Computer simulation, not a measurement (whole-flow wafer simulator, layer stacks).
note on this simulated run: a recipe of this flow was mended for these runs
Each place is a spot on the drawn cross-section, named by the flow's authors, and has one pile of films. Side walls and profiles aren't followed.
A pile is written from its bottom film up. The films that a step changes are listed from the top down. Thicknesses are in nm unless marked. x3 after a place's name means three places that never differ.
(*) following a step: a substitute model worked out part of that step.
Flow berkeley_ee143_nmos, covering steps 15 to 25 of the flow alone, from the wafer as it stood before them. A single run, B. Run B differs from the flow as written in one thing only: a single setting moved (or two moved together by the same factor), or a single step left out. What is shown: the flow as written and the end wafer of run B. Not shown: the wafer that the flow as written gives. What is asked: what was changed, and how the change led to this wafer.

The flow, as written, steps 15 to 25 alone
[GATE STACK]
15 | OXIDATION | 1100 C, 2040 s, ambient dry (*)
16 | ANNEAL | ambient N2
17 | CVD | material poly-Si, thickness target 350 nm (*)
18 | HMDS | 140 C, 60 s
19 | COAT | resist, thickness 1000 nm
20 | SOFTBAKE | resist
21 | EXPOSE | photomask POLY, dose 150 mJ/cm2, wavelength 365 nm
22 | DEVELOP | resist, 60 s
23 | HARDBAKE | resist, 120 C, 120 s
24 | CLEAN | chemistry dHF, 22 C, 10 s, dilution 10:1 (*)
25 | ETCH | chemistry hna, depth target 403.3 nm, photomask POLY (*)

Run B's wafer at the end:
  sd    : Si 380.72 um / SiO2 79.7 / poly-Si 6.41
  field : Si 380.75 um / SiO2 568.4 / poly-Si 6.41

What caused this: step 25, ETCH: depth target 343.6 nm was run, while the flow as written has depth target 403.3 nm.

How this came from the change, step by step:
  25 | ETCH | chemistry hna, depth target 403.3 nm, photomask POLY (*)
      sd, contact, field: -343.6 poly-Si (it would be, as written: -350 poly-Si (all of it), -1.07 SiO2)
